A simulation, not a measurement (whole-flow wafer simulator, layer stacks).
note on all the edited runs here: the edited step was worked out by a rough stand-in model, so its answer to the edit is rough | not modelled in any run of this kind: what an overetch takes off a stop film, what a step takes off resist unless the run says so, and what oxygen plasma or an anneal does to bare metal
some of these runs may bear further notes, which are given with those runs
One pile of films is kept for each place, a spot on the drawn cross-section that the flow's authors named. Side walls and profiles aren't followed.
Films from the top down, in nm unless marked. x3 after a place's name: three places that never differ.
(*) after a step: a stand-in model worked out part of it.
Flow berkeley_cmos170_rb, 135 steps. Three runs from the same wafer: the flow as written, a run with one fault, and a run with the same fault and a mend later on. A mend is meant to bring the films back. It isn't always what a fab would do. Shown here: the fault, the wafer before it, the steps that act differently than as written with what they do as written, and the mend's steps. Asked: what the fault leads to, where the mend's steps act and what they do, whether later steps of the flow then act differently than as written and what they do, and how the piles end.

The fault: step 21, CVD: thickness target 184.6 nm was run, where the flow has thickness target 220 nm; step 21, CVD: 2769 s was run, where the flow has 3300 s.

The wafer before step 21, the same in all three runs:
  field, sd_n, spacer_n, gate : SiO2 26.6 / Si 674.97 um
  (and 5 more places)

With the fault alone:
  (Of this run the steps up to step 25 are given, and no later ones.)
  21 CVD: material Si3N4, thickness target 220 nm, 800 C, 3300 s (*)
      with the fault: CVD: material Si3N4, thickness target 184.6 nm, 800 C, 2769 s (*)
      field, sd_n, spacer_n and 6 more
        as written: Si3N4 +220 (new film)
        with the fault: Si3N4 +184.6 (new film)
  No later step of the flow up to step 25 acts differently than as written at any place that is followed.
  After step 25 the piles differ from the flow's by more than 2% or 0.5 nm, whichever is larger, at field, sd_n, spacer_n and 6 more.
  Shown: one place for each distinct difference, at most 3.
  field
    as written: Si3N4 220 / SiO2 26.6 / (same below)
    with the fault: Si3N4 184.6 / SiO2 26.6 / (same below)
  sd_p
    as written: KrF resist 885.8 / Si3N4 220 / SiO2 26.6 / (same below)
    with the fault: KrF resist 885.8 / Si3N4 184.6 / SiO2 26.6 / (same below)

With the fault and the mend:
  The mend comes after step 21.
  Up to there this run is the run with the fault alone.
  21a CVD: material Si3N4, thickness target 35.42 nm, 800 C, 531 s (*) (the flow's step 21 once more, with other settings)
      field, sd_n, spacer_n and 6 more
        Si3N4 +35.4
  No later step of the flow acts differently than as written at any place that is followed.
  At the end the piles are the same as the flow's at every place that both follow.
